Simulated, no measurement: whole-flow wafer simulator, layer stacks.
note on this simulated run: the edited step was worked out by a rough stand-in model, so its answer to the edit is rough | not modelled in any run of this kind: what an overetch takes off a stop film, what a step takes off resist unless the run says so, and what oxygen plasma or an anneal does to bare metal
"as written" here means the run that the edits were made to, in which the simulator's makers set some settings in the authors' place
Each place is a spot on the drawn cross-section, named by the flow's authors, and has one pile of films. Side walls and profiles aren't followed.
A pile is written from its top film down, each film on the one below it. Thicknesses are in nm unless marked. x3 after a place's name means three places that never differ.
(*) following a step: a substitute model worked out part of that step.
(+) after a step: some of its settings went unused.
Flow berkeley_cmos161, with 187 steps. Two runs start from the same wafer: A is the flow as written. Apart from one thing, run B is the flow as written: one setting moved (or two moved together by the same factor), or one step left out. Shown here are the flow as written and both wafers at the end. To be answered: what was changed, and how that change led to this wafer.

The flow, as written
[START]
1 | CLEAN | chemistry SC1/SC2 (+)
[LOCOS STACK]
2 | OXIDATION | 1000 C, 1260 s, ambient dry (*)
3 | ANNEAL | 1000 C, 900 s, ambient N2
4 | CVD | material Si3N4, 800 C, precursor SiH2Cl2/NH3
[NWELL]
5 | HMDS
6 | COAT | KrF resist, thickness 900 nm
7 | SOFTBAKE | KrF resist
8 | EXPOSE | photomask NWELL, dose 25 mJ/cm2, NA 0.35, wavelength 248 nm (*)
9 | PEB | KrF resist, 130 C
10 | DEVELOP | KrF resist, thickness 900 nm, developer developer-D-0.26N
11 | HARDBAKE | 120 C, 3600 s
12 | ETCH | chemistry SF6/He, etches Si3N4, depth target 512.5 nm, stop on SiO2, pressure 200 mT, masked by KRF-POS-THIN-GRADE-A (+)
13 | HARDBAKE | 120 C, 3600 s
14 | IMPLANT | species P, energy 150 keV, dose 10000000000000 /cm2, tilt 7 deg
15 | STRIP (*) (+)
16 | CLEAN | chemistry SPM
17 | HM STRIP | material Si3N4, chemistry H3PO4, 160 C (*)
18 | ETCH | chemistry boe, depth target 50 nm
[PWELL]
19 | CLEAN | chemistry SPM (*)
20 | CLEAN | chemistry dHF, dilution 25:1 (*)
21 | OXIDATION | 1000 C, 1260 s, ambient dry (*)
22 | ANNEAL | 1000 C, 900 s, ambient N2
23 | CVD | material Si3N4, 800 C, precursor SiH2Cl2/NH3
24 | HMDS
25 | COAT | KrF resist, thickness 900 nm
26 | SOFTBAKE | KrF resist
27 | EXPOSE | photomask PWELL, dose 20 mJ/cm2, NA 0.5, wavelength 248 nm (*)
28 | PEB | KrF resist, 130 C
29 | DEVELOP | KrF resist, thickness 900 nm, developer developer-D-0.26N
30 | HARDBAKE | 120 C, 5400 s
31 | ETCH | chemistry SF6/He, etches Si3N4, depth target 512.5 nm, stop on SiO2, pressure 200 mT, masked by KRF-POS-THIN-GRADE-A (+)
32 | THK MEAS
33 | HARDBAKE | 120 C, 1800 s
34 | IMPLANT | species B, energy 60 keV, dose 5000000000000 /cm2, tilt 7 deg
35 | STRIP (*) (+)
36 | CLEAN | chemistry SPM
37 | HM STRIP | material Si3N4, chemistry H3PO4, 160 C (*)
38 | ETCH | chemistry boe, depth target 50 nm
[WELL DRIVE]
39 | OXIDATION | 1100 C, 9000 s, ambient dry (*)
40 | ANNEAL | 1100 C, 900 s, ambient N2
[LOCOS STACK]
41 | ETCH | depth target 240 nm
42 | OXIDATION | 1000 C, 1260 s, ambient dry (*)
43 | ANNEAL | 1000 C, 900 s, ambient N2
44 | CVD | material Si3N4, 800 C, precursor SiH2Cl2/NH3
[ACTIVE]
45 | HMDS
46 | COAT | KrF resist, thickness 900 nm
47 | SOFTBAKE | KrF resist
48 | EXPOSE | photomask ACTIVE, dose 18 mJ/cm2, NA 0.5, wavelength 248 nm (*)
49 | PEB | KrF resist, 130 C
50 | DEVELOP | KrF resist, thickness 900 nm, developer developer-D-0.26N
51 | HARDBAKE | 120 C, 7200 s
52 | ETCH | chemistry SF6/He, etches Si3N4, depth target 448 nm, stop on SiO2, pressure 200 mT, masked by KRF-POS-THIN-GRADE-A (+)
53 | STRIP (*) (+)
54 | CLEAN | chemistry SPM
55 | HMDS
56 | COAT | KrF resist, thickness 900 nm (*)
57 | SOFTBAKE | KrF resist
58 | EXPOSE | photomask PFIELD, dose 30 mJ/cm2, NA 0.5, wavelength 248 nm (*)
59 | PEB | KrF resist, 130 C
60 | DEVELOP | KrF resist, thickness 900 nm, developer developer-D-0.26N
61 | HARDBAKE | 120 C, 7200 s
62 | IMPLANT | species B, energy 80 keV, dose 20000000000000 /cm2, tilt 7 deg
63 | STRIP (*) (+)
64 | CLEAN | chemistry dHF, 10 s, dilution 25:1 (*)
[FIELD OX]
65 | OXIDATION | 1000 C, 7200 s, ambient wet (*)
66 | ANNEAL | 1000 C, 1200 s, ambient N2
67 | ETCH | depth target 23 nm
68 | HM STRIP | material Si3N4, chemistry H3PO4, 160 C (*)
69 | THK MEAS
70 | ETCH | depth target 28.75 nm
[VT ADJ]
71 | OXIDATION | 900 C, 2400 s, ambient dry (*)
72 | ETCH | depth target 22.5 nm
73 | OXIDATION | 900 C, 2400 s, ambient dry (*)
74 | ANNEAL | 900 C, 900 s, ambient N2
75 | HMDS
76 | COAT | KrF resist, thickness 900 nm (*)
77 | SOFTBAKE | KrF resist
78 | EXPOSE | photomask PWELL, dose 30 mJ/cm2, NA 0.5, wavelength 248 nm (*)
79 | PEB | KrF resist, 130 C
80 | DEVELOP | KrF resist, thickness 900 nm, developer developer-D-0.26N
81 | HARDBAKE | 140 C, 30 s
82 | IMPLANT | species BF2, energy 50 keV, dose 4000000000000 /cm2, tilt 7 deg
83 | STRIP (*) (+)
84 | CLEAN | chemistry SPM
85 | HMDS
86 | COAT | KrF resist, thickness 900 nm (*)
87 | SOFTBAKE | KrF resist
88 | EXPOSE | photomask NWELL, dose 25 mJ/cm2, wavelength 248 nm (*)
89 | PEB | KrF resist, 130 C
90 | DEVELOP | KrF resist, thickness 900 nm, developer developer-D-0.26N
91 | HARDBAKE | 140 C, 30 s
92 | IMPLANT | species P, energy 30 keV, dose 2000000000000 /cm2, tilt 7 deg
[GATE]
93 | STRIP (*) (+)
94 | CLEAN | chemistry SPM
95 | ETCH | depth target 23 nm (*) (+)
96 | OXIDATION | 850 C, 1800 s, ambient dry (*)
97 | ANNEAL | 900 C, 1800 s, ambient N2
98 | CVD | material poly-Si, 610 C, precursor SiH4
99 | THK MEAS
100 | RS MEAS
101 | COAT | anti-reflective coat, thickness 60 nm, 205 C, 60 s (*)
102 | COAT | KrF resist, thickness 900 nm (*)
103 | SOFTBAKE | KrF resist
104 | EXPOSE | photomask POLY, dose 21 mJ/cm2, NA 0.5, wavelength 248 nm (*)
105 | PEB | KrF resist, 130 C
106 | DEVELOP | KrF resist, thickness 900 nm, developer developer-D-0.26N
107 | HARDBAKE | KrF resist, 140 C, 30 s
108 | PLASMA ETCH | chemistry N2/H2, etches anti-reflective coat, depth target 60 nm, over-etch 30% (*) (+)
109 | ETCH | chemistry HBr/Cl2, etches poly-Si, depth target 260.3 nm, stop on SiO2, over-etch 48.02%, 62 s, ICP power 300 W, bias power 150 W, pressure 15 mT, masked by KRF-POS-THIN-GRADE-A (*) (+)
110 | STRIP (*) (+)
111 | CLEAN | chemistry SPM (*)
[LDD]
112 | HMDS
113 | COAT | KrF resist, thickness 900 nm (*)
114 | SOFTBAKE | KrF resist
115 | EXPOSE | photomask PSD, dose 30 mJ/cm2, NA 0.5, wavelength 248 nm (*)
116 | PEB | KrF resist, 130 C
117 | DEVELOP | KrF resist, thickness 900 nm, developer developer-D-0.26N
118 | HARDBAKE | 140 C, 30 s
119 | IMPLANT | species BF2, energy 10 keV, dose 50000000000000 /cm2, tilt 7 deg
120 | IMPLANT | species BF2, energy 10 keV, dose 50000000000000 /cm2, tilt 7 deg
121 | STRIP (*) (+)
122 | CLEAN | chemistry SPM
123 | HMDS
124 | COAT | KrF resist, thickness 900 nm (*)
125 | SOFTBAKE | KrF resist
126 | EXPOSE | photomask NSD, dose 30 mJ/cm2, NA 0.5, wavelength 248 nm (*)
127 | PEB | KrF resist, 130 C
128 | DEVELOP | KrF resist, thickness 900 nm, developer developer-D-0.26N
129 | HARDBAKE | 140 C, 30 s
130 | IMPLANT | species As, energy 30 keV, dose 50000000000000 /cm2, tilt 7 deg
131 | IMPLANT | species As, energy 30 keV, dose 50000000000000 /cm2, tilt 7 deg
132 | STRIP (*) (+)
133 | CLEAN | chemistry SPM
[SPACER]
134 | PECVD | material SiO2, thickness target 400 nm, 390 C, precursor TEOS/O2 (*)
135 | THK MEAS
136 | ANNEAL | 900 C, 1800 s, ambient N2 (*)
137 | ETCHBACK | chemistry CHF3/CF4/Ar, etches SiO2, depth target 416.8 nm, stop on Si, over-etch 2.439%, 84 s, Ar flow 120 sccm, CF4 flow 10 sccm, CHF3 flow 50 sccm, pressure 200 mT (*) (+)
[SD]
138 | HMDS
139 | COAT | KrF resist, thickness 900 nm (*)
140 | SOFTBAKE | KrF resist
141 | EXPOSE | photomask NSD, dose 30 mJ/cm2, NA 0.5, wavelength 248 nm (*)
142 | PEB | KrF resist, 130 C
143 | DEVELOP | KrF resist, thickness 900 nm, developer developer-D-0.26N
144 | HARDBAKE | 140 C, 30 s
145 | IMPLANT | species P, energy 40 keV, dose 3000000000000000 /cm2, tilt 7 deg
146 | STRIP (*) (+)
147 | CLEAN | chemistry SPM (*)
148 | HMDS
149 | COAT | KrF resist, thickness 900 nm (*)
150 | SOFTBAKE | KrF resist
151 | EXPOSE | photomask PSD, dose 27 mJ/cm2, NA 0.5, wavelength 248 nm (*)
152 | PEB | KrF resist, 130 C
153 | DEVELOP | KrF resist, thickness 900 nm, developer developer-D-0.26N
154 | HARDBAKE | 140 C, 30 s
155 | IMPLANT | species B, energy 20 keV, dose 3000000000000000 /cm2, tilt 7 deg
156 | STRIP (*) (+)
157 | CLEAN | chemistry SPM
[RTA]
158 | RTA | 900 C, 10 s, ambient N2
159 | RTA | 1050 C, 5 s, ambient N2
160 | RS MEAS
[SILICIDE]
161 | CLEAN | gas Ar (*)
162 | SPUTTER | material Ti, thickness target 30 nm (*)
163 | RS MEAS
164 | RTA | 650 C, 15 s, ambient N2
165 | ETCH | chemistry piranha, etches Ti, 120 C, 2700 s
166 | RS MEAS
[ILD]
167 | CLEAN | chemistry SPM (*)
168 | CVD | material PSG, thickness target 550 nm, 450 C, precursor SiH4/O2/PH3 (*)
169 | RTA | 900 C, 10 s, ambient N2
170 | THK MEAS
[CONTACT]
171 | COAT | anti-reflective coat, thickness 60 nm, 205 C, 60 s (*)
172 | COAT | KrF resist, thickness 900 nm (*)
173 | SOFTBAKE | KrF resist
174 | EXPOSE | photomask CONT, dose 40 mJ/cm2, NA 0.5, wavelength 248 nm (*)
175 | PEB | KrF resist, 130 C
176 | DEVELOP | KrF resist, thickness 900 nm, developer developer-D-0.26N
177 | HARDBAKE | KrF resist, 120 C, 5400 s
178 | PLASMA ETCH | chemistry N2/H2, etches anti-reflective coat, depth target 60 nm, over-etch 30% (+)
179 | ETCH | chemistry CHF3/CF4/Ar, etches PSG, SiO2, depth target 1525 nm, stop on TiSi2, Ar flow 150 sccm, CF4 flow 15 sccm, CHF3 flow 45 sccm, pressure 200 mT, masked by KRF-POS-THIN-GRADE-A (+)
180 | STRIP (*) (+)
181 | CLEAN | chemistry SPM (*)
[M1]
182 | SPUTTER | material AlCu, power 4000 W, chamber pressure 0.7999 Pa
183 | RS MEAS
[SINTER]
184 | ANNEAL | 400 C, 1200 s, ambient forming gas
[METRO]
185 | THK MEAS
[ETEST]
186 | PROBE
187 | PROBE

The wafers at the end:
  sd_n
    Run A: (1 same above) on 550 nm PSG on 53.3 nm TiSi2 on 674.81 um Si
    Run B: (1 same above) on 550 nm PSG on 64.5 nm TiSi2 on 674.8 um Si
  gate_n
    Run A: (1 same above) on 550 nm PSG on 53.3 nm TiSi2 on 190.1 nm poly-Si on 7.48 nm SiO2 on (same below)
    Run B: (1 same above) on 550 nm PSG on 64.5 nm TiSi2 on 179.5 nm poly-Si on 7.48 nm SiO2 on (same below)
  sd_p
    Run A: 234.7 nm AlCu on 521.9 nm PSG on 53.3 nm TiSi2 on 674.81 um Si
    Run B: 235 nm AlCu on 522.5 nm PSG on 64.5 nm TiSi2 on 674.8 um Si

Cause: step 162, SPUTTER: thickness target 36 nm was run, while the flow as written has thickness target 30 nm.

How this came from the change, step by step:
  162 | SPUTTER | material Ti, thickness target 30 nm (*)
      field, sd_n, spacer_n and 6 more: A +30 Ti (new film) | B +36 Ti (new film)
  164 | RTA | 650 C, 15 s, ambient N2
      sd_n, sd_p, contact, m1: A -23.4 Ti, +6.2 TiSi first (new film), +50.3 TiSi2 C49 (new film), -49 Si | B -28.1 Ti, +18.8 TiSi first (new film), +43.5 TiSi2 C49 (new film), -51.3 Si
      gate_n, gate_p: A -23.4 Ti, +6.2 TiSi first (new film), +50.3 TiSi2 C49 (new film), -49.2 poly-Si | B -28.1 Ti, +18.8 TiSi first (new film), +43.5 TiSi2 C49 (new film), -51.5 poly-Si
  165 | ETCH | chemistry piranha, etches Ti, 120 C, 2700 s
      sd_n, gate_n, sd_p, gate_p, contact, m1: A -6.6 Ti (all of it), -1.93 TiSi first | B -7.92 Ti (all of it), -1.93 TiSi first
      field, spacer_n, spacer_p: A -30 Ti (all of it) | B -36 Ti (all of it)
  169 | RTA | 900 C, 10 s, ambient N2
      sd_n, sd_p, contact, m1: A under 1 film: +53.3 TiSi2 (new film), -4.27 TiSi first (all of it), -50.3 TiSi2 C49 (all of it), -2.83 Si | B under 1 film: +64.5 TiSi2 (new film), -16.9 TiSi first (all of it), -43.5 TiSi2 C49 (all of it), -11.2 Si
      gate_n, gate_p: A under 1 film: +53.3 TiSi2 (new film), -4.27 TiSi first (all of it), -50.3 TiSi2 C49 (all of it), -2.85 poly-Si | B under 1 film: +64.5 TiSi2 (new film), -16.9 TiSi first (all of it), -43.5 TiSi2 C49 (all of it), -11.2 poly-Si
